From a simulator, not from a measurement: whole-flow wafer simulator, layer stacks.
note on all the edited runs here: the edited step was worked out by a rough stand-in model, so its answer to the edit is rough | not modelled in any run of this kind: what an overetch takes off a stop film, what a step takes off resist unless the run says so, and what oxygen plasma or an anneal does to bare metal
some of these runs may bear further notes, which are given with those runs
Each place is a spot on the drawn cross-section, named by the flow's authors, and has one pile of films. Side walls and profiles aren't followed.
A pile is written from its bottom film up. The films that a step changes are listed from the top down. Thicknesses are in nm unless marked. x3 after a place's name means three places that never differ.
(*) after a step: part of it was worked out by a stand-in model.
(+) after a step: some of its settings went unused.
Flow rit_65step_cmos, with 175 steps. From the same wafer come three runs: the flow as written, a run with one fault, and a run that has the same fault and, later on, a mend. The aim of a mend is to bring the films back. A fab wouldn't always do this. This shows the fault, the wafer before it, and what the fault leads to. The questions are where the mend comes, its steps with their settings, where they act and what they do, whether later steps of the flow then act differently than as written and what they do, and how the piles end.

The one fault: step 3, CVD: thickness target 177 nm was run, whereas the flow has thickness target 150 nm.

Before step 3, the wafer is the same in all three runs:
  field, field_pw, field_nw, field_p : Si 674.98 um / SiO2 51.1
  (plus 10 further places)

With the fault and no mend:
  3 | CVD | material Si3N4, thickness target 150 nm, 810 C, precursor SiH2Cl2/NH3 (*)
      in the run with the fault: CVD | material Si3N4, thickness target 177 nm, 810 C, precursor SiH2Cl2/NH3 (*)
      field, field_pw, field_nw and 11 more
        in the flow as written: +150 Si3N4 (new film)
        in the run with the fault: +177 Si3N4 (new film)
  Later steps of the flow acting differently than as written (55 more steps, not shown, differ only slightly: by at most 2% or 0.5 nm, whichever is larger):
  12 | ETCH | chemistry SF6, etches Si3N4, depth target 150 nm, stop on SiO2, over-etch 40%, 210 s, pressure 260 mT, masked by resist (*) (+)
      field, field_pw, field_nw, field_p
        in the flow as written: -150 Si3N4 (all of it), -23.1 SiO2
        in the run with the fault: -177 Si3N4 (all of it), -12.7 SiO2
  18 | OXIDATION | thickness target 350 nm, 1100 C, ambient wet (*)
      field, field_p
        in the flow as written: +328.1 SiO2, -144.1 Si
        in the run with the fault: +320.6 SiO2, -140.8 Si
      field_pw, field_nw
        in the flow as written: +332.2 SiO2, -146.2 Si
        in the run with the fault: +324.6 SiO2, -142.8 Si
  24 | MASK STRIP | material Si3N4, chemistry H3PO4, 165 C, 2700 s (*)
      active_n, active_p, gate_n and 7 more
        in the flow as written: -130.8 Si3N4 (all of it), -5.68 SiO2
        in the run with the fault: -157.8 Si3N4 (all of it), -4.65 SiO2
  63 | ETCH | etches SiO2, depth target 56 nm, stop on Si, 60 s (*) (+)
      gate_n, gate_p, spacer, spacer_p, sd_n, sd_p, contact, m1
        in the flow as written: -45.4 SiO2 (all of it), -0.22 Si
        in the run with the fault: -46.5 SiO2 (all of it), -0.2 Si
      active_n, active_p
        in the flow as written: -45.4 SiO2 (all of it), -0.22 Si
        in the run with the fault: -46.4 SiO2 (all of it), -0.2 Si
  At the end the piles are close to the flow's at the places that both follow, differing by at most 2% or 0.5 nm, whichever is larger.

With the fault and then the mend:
  After step 4 comes the mend.
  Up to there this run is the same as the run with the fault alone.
  4a | ETCH | chemistry h3po4, depth target 203.5 nm
      field, field_pw, field_nw and 11 more
        -177 Si3N4 (all of it)
  4b | CLEAN | chemistry SC2, 75 C, 600 s
      leaves every film unchanged at each place that is followed
  4c | CVD | material Si3N4, thickness target 150 nm, 810 C, precursor SiH2Cl2/NH3 (*) (a further turn of the flow's step 3)
      field, field_pw, field_nw and 11 more
        +150 Si3N4 (new film)
  None of the later steps of the flow acts differently than as written at any place that is followed.
  By the end, the piles equal the flow's at every place that both follow.
